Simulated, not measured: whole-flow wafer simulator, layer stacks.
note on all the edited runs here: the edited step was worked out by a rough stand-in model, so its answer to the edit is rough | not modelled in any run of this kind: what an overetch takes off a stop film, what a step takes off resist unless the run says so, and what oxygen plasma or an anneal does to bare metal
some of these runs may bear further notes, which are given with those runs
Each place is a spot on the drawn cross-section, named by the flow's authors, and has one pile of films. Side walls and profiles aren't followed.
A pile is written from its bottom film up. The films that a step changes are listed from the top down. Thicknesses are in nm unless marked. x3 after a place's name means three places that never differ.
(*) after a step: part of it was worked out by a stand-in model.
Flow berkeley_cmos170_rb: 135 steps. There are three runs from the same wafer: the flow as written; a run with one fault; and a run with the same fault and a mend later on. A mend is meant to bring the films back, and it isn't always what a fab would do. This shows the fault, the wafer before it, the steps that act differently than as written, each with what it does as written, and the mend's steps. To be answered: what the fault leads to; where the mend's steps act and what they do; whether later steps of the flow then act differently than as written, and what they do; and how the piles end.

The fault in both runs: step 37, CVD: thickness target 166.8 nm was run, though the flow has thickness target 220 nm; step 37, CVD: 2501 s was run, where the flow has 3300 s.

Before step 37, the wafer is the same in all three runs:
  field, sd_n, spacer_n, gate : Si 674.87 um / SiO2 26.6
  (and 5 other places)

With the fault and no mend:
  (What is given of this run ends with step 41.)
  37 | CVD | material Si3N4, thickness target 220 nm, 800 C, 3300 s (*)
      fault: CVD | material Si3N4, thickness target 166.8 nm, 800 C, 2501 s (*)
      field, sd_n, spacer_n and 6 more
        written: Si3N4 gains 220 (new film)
        fault: Si3N4 gains 166.8 (new film)
  Later steps of the flow up to step 41 that are run all act as written at every place that is followed.
  The piles after step 41 differ from the flow's at field, sd_n, spacer_n and 6 more by more than 2% or 0.5 nm, whichever is larger.
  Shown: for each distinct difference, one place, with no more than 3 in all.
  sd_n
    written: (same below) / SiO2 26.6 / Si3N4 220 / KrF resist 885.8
    fault: (same below) / SiO2 26.6 / Si3N4 166.8 / KrF resist 885.8
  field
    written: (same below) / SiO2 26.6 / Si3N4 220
    fault: (same below) / SiO2 26.6 / Si3N4 166.8

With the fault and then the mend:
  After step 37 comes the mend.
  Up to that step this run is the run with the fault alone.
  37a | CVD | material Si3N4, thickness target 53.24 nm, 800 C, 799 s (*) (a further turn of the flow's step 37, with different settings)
      field, sd_n, spacer_n and 6 more
        Si3N4 gains 53.2
  Later steps of the flow that are run all act as written at every place that is followed, up to a difference of at most 2% or 0.5 nm, whichever is larger.
  At every place that both follow, the piles at the end match the flow's.
